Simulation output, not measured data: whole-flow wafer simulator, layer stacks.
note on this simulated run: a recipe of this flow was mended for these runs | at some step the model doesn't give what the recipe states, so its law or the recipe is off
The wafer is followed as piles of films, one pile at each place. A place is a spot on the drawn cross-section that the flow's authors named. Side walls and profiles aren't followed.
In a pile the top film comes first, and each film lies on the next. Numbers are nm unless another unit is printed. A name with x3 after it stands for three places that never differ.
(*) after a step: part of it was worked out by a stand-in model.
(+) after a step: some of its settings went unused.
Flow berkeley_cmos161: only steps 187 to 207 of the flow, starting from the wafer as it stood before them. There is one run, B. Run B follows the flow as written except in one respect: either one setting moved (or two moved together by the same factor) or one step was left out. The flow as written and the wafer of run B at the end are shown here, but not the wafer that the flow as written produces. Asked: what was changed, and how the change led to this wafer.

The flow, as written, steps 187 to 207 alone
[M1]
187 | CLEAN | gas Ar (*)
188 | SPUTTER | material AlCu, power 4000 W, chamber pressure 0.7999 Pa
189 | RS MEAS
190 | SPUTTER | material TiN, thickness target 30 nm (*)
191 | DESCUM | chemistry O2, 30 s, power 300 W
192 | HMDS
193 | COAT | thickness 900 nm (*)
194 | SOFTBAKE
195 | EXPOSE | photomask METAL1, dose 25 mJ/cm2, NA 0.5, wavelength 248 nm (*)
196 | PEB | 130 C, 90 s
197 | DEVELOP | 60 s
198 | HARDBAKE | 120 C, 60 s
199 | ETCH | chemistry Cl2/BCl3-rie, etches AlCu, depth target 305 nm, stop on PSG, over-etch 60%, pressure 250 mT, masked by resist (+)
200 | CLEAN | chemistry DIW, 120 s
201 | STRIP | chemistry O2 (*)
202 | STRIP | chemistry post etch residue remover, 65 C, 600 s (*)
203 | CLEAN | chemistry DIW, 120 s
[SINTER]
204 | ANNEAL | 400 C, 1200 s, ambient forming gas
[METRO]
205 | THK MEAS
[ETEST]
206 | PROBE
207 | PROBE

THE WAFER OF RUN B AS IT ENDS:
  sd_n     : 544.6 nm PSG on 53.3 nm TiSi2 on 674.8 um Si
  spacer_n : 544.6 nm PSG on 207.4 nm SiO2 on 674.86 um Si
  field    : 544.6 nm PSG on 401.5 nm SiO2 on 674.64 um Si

What caused this: step 199, ETCH: depth target 190 nm was run, though the flow has depth target 305 nm.

The path from the change to this, step by step:
  199 | ETCH | chemistry Cl2/BCl3-rie, etches AlCu, depth target 305 nm, stop on PSG, over-etch 60%, pressure 250 mT, masked by resist (+)
      field, sd_n, spacer_n, gate_n, spacer_p, gate_p: TiN loses 30 (all of it), AlCu loses 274 (it would be, as written: TiN loses 30 (all of it), AlCu loses 275.8 (all of it), PSG loses 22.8)
      contact, m1: KrF-resist loses 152 (it would be, as written: KrF-resist loses 244)
      (and at 1 other place as well)
  201 | STRIP | chemistry O2 (*)
      contact: KrF-resist loses 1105 (all of it) (it would be, as written: KrF-resist loses 1013 (all of it))
      m1: KrF-resist loses 629.5 (all of it) (it would be, as written: KrF-resist loses 537.5 (all of it))
  202 | STRIP | chemistry post etch residue remover, 65 C, 600 s (*)
      field, sd_n, spacer_n, gate_n, spacer_p, gate_p: AlCu loses 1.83 (all of it) (it would be, as written: nothing)
